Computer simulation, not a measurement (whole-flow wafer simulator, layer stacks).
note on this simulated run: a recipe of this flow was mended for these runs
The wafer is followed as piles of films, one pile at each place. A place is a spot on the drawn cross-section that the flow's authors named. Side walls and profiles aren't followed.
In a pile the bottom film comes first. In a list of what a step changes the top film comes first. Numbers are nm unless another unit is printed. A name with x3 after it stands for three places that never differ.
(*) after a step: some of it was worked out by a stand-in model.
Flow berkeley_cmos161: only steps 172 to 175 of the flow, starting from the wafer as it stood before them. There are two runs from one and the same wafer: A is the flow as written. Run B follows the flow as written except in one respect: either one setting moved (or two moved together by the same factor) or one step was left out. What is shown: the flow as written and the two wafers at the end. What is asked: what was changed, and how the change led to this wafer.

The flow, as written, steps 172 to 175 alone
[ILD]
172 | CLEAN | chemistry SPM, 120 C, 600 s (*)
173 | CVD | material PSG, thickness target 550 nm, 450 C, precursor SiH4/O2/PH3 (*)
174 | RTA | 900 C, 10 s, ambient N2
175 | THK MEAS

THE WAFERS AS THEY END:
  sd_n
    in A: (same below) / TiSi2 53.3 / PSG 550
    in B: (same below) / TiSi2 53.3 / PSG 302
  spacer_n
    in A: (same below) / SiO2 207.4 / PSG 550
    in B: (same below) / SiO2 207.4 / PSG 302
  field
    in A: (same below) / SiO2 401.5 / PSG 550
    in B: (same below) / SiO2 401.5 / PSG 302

What caused this: step 173, CVD: thickness target 302 nm was run, though the flow has thickness target 550 nm.
The wafer lets one read it off: sd_n has PSG 302, and step 173 as written asks for 550 nm.

Step by step, how the change led to this:
  173 | CVD | material PSG, thickness target 550 nm, 450 C, precursor SiH4/O2/PH3 (*)
      field, sd_n, spacer_n, gate_n, spacer_p, gate_p, contact x2: A PSG gains 550 (new film) | B PSG gains 302 (new film)
      sd_p: A PSG gains 522.4 (new film) | B PSG gains 288.7 (new film)
